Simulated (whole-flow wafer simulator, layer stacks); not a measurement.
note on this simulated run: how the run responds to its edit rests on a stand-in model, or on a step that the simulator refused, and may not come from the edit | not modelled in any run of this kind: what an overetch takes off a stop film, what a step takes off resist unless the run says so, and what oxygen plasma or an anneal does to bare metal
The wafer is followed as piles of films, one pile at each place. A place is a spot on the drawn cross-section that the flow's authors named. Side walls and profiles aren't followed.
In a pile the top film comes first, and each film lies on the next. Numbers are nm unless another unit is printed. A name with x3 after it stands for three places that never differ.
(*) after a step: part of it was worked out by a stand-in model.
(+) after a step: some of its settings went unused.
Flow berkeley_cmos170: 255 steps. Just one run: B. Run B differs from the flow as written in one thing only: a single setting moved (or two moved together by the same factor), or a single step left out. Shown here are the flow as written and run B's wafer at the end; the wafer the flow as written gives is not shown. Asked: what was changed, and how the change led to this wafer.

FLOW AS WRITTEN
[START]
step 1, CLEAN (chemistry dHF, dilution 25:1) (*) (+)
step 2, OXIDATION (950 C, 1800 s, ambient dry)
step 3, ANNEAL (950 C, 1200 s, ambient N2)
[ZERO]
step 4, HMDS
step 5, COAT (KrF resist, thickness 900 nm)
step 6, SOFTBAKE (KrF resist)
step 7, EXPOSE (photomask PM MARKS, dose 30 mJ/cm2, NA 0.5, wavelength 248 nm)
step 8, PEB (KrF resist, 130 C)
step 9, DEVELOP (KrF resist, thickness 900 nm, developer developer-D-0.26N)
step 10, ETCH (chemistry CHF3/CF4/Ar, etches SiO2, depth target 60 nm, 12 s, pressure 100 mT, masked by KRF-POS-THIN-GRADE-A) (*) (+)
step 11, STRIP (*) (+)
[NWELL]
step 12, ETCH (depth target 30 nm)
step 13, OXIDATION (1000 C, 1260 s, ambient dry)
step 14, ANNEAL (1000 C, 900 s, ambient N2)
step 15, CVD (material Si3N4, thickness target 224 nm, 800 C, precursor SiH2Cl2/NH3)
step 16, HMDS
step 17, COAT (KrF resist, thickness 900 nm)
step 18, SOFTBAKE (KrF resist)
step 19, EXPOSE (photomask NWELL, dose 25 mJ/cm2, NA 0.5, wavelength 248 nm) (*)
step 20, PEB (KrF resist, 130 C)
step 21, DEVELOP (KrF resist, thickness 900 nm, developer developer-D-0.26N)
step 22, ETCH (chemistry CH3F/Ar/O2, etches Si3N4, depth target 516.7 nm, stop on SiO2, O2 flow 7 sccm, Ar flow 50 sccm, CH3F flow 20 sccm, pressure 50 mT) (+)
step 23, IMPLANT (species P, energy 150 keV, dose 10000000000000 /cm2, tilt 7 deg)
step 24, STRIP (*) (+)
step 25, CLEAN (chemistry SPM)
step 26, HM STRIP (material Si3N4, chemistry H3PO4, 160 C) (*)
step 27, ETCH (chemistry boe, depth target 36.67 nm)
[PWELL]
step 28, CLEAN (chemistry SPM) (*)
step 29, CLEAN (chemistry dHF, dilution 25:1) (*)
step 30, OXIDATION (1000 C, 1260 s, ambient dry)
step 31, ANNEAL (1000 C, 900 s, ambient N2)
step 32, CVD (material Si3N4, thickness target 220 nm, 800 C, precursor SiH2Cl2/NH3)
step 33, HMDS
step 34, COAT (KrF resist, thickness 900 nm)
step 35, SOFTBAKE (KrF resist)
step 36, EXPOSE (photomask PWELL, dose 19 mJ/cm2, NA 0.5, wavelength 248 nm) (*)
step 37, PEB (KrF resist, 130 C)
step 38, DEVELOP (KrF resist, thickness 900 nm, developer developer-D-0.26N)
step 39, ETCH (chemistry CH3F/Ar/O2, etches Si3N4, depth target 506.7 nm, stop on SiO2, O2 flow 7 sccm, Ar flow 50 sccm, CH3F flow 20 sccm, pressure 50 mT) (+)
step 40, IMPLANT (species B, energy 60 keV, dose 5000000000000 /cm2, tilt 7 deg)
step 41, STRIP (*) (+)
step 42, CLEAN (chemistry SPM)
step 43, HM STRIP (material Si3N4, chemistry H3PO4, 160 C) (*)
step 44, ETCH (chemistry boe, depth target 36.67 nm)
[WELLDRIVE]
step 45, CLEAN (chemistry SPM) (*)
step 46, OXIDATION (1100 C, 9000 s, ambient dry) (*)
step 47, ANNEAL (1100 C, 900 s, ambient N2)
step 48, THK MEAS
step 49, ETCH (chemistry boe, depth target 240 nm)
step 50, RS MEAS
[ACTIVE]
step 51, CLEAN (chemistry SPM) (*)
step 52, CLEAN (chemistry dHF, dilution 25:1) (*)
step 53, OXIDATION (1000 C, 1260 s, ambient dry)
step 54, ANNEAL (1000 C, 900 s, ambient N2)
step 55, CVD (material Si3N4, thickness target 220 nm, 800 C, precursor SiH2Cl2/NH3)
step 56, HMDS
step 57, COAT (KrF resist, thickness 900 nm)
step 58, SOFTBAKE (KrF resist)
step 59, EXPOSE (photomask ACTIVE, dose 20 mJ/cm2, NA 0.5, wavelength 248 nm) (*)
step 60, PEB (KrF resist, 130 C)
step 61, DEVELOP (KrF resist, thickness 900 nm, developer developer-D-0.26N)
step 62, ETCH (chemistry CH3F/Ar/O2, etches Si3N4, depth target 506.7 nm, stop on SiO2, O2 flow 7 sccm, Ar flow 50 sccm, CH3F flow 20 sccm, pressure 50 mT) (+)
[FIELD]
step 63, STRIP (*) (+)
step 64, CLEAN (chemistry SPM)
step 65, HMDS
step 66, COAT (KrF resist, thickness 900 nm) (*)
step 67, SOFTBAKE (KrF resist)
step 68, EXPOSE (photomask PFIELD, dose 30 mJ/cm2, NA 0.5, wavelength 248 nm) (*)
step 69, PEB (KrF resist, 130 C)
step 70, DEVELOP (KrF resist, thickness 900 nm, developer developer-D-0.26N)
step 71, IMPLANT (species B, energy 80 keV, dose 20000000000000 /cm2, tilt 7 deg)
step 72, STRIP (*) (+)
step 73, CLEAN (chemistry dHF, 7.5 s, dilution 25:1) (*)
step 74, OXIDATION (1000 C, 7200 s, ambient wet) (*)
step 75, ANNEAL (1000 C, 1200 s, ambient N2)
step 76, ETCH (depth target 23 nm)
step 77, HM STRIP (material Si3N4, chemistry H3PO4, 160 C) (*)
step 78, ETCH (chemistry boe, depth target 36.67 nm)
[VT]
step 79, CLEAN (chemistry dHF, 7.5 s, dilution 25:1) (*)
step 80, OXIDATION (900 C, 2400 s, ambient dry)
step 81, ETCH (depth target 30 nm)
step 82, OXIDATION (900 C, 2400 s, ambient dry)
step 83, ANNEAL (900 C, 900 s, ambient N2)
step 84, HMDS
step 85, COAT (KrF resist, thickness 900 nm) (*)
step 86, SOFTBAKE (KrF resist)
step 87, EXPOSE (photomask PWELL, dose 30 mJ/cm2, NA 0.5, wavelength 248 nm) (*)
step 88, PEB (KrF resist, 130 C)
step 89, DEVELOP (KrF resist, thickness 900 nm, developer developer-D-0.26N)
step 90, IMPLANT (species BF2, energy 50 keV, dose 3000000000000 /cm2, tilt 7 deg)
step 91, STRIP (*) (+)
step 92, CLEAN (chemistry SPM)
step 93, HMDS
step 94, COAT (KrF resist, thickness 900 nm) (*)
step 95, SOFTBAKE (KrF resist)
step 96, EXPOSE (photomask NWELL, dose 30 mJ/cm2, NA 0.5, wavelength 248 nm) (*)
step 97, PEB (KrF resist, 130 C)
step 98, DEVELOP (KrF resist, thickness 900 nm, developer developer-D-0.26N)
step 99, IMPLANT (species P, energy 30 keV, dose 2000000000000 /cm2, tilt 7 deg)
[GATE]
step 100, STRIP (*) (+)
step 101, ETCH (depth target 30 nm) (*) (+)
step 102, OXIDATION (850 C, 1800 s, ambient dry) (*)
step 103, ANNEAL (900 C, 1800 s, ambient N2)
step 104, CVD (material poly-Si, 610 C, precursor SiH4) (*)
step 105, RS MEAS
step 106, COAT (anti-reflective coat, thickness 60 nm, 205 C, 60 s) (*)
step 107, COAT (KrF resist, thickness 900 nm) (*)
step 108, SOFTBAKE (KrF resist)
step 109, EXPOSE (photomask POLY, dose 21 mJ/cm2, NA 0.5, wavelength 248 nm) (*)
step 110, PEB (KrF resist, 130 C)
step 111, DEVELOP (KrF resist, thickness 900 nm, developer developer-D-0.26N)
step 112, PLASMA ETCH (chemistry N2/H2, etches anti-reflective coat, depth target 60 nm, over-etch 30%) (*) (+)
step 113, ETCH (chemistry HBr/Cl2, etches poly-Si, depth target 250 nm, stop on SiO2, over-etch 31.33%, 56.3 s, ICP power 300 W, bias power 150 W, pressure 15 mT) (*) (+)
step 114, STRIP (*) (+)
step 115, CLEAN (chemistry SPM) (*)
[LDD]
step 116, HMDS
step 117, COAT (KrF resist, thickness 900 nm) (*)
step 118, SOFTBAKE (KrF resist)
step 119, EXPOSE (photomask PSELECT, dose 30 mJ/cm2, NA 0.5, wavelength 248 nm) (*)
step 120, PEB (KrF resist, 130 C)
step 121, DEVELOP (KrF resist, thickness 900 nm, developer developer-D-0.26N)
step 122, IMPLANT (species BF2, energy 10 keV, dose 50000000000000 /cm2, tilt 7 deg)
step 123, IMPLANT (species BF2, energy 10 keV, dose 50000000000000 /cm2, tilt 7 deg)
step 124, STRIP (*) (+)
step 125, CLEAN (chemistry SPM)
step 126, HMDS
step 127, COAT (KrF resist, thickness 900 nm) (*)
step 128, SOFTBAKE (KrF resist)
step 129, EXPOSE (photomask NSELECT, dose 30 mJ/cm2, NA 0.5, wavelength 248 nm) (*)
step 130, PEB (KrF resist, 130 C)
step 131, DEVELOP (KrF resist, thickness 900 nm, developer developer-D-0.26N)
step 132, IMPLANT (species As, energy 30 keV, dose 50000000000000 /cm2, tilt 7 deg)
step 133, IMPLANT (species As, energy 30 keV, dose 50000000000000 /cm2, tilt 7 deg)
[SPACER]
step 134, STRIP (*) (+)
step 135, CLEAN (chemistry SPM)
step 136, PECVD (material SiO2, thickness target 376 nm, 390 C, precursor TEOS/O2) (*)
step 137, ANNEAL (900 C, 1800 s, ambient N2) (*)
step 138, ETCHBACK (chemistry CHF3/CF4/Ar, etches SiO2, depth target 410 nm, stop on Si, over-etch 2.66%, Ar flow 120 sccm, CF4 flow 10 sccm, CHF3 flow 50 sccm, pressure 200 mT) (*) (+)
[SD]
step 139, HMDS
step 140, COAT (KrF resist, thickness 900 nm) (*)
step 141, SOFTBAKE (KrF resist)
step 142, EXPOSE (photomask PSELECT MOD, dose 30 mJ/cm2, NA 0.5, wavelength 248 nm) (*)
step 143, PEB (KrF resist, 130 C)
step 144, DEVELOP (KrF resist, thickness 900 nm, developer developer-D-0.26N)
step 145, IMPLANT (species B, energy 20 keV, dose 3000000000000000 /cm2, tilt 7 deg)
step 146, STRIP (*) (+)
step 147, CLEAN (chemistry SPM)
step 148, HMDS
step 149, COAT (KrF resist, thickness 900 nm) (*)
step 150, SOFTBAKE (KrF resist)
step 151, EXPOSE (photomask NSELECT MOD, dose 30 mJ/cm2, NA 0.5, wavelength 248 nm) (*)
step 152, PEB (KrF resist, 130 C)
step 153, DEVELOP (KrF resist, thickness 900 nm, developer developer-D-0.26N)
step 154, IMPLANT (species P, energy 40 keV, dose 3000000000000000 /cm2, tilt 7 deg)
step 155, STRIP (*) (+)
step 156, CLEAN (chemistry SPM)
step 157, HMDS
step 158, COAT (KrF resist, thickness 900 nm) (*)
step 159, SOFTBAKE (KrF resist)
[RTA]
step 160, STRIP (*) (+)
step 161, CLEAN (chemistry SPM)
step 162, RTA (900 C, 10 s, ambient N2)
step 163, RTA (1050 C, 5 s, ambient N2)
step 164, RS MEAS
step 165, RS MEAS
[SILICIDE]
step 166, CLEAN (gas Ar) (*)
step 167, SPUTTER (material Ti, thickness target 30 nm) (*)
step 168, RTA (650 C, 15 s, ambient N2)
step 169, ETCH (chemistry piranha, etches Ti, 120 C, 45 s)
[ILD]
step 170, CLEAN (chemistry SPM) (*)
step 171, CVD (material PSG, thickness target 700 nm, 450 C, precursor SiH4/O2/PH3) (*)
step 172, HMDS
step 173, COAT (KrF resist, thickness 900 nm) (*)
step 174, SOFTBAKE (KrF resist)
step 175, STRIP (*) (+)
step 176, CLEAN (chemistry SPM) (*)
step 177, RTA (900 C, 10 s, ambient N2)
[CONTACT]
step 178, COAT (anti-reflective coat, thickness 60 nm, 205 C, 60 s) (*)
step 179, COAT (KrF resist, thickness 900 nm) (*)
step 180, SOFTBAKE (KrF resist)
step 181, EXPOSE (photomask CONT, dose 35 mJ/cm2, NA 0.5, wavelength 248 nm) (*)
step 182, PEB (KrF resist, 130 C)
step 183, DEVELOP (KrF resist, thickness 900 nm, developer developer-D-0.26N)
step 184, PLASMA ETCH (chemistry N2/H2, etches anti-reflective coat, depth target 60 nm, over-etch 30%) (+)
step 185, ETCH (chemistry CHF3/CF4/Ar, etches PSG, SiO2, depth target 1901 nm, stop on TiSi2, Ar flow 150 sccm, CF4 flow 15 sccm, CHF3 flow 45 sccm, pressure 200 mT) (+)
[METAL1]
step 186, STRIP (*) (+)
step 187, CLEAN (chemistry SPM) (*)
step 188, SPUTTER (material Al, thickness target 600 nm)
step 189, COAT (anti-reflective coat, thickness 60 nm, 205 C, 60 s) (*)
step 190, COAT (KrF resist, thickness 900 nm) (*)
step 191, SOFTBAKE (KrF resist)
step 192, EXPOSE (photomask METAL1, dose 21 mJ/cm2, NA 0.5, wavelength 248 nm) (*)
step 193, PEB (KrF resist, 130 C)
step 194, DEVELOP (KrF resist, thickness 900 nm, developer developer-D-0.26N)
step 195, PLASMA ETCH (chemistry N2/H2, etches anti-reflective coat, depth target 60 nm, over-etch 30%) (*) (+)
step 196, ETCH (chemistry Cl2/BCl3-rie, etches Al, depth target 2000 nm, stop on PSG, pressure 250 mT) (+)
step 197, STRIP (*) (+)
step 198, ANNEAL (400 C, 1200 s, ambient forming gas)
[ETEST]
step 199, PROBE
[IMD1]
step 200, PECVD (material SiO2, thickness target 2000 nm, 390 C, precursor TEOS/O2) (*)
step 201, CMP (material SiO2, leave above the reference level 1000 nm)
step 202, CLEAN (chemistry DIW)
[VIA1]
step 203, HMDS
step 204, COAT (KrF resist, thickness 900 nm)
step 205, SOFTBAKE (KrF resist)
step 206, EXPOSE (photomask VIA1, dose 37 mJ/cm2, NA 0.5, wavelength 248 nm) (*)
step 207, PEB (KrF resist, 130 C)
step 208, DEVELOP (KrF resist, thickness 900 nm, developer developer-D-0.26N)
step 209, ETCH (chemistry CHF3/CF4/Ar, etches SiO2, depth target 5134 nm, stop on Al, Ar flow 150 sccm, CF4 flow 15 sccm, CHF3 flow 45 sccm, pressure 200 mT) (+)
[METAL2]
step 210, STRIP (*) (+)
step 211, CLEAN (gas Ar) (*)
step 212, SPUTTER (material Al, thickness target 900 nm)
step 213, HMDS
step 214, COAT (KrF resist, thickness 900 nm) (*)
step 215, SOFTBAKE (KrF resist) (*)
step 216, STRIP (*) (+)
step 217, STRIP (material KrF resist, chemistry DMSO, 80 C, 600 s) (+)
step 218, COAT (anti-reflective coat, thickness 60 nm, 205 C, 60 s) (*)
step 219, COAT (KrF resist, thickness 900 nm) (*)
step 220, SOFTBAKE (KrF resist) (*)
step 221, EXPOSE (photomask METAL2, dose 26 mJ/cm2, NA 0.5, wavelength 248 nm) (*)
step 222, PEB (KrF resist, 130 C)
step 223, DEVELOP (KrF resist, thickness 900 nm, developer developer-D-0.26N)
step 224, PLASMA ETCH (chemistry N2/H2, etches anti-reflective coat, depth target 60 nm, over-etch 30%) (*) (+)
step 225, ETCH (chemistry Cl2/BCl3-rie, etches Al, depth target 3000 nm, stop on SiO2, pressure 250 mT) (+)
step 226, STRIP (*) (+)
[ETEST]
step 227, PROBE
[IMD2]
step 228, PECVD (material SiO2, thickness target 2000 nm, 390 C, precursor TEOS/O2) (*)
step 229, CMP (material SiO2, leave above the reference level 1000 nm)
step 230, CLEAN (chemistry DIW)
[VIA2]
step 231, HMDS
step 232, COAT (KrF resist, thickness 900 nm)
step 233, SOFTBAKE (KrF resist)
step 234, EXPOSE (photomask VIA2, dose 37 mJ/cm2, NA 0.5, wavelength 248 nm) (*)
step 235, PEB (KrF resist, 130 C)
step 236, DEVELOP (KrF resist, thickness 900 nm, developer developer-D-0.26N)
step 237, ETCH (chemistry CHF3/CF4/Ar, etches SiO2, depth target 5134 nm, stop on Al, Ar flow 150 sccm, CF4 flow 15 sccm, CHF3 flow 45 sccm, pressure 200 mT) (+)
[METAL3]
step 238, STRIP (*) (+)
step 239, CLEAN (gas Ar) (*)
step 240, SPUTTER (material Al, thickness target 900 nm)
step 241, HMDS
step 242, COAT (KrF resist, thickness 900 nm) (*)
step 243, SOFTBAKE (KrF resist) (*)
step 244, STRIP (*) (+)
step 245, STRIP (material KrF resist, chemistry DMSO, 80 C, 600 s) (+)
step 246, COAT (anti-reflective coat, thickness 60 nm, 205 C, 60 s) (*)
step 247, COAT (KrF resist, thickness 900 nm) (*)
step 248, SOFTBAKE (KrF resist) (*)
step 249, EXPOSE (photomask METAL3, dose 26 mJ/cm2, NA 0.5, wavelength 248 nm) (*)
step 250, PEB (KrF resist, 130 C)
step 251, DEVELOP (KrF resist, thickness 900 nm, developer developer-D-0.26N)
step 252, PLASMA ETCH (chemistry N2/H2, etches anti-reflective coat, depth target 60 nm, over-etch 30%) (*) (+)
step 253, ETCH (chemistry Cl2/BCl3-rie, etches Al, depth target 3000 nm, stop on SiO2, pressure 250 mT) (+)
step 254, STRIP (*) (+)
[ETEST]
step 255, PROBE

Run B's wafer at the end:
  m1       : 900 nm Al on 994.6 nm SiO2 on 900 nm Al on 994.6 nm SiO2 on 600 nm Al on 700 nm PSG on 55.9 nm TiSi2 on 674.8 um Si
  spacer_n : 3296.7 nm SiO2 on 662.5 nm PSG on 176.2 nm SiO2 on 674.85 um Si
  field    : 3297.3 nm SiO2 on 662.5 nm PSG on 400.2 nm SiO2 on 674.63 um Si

What caused this: step 78, ETCH: depth target 16.87 nm was run, though the flow has depth target 36.67 nm.

Step by step, how the change led to this:
  step 78, ETCH (chemistry boe, depth target 36.67 nm)
      sd_n, spacer_n, gate_n and 8 more: -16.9 SiO2 (as written it would have been: -24.6 SiO2 (all of it))
      field: -16.9 SiO2 (as written it would have been: -36.7 SiO2)
  step 79, CLEAN (chemistry dHF, 7.5 s, dilution 25:1) (*)
      sd_n, spacer_n, gate_n and 8 more: -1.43 SiO2 (as written it would have been: nothing)
  step 80, OXIDATION (900 C, 2400 s, ambient dry)
      spacer_n, gate_n, spacer_p and 6 more: +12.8 SiO2, -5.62 Si (as written it would have been: +14.9 SiO2 (new film), -6.57 Si)
      sd_n, sd_p: +12.8 SiO2, -5.61 Si (as written it would have been: +14.9 SiO2 (new film), -6.57 Si)
  step 81, ETCH (depth target 30 nm)
      spacer_n, gate_n, spacer_p and 6 more: -19 SiO2 (all of it) (as written it would have been: -14.9 SiO2 (all of it))
      sd_n, sd_p: -19.1 SiO2 (all of it) (as written it would have been: -14.9 SiO2 (all of it))
  step 106, COAT (anti-reflective coat, thickness 60 nm, 205 C, 60 s) (*)
      field: +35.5 anti-reflective coat (new film) (as written it would have been: +34.7 anti-reflective coat (new film))
      sd_n: +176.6 anti-reflective coat (new film) (as written it would have been: +158.6 anti-reflective coat (new film))
      (as well as at 8 more places)
  step 112, PLASMA ETCH (chemistry N2/H2, etches anti-reflective coat, depth target 60 nm, over-etch 30%) (*) (+)
      field: -35.5 anti-reflective coat (all of it), -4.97 poly-Si (as written it would have been: -34.7 anti-reflective coat (all of it), -4.4 poly-Si)
      sd_n: -176.6 anti-reflective coat (all of it), -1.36 poly-Si (as written it would have been: -158.6 anti-reflective coat (all of it), -1.22 poly-Si)
      (as well as at 8 more places)
  step 114, STRIP (*) (+)
      gate_n: +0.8 chemical SiO2 (new film), -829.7 KrF resist (all of it), -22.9 anti-reflective coat (all of it), -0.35 poly-Si (as written it would have been: +0.8 chemical SiO2 (new film), -812.6 KrF resist (all of it), -27.3 anti-reflective coat (all of it), -0.35 poly-Si)
      gate_p: +0.8 chemical SiO2 (new film), -791.6 KrF resist (all of it), -27.3 anti-reflective coat (all of it), -0.35 poly-Si (as written it would have been: +0.8 chemical SiO2 (new film), -782.1 KrF resist (all of it), -29.6 anti-reflective coat (all of it), -0.35 poly-Si)
  step 178, COAT (anti-reflective coat, thickness 60 nm, 205 C, 60 s) (*)
      sd_n: +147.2 anti-reflective coat (new film) (as written it would have been: +135.1 anti-reflective coat (new film))
      gate_n: +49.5 anti-reflective coat (new film) (as written it would have been: +48.3 anti-reflective coat (new film))
      (as well as at 3 more places)
  step 184, PLASMA ETCH (chemistry N2/H2, etches anti-reflective coat, depth target 60 nm, over-etch 30%) (+)
      field, sd_n, spacer_n and 8 more: -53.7 KrF resist (as written it would have been: -52.6 KrF resist)
      contact: -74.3 anti-reflective coat (all of it), -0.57 PSG (as written it would have been: -72.8 anti-reflective coat (all of it), -0.56 PSG)
  step 186, STRIP (*) (+)
      sd_n: -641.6 KrF resist (all of it), -147.2 anti-reflective coat (all of it) (as written it would have been: -643.8 KrF resist (all of it), -135.1 anti-reflective coat (all of it))
      gate_n: -562 KrF resist (all of it), -49.5 anti-reflective coat (all of it) (as written it would have been: -553.1 KrF resist (all of it), -48.3 anti-reflective coat (all of it))
      (as well as at 2 more places)
  step 189, COAT (anti-reflective coat, thickness 60 nm, 205 C, 60 s) (*)
      gate_n: +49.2 anti-reflective coat (new film) (as written it would have been: +48 anti-reflective coat (new film))
      sd_p: +89.2 anti-reflective coat (new film) (as written it would have been: +86.5 anti-reflective coat (new film))
      (as well as at 2 more places)
  step 195, PLASMA ETCH (chemistry N2/H2, etches anti-reflective coat, depth target 60 nm, over-etch 30%) (*) (+)
      contact, m1, via1, m2, via2: -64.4 KrF resist (as written it would have been: -62.5 KrF resist)
      gate_n: -49.2 anti-reflective coat (all of it) (as written it would have been: -48 anti-reflective coat (all of it))
      (as well as at 1 more place)
  step 196, ETCH (chemistry Cl2/BCl3-rie, etches Al, depth target 2000 nm, stop on PSG, pressure 250 mT) (+)
      sd_p: -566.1 Al (all of it), -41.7 PSG (as written it would have been: -573.8 Al (all of it), -40.8 PSG)
  step 197, STRIP (*) (+)
      m1: -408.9 KrF resist (all of it), -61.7 anti-reflective coat (all of it) (as written it would have been: -404.7 KrF resist (all of it), -63 anti-reflective coat (all of it))
      m2: -418.7 KrF resist (all of it), -58.5 anti-reflective coat (all of it) (as written it would have been: -412.9 KrF resist (all of it), -61.1 anti-reflective coat (all of it))
  step 201, CMP (material SiO2, leave above the reference level 1000 nm)
      field: -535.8 SiO2 (as written it would have been: -517 SiO2)
